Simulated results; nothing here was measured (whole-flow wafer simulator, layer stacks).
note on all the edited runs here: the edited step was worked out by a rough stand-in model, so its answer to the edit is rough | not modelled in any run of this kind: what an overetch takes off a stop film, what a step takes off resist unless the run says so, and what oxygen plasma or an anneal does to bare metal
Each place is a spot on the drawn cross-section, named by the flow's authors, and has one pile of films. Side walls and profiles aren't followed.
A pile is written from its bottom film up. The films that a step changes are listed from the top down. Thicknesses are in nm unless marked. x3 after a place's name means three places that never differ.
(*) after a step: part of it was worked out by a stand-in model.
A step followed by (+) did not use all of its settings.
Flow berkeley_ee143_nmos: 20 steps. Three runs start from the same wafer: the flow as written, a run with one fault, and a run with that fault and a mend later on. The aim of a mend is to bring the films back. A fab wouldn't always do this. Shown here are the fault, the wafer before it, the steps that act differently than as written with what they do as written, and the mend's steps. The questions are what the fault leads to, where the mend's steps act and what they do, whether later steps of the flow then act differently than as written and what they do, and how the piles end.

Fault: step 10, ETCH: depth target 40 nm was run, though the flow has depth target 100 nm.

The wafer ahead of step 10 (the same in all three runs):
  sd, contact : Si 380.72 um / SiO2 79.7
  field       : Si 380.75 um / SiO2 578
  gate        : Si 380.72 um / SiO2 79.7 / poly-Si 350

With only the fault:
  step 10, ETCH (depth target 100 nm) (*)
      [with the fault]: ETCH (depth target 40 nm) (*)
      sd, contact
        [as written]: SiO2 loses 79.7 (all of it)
        [with the fault]: SiO2 loses 40
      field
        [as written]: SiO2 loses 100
        [with the fault]: SiO2 loses 40
  Steps further on in the flow that do not act as written:
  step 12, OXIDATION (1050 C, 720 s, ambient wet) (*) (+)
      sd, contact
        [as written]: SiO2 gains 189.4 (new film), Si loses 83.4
        [with the fault]: SiO2 gains 168.1, Si loses 74
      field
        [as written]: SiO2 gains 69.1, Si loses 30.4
        [with the fault]: SiO2 gains 63.6, Si loses 28
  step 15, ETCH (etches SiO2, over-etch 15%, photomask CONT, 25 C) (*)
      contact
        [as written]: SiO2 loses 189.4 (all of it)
        [with the fault]: SiO2 loses 207.8 (all of it)
  By the end, the piles at sd, field depart from the flow's by more than 2% or 0.5 nm, whichever is larger.
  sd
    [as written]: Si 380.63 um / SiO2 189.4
    [with the fault]: Si 380.64 um / SiO2 207.8
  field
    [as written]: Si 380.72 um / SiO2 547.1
    [with the fault]: Si 380.72 um / SiO2 601.6

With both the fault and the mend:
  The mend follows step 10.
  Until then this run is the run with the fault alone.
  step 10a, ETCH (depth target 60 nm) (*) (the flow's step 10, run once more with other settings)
      sd, contact
        SiO2 loses 39.7 (all of it)
      field
        SiO2 loses 60
  None of the later steps of the flow acts differently than as written at any place that is followed.
  At every place that both follow, the piles at the end match the flow's.
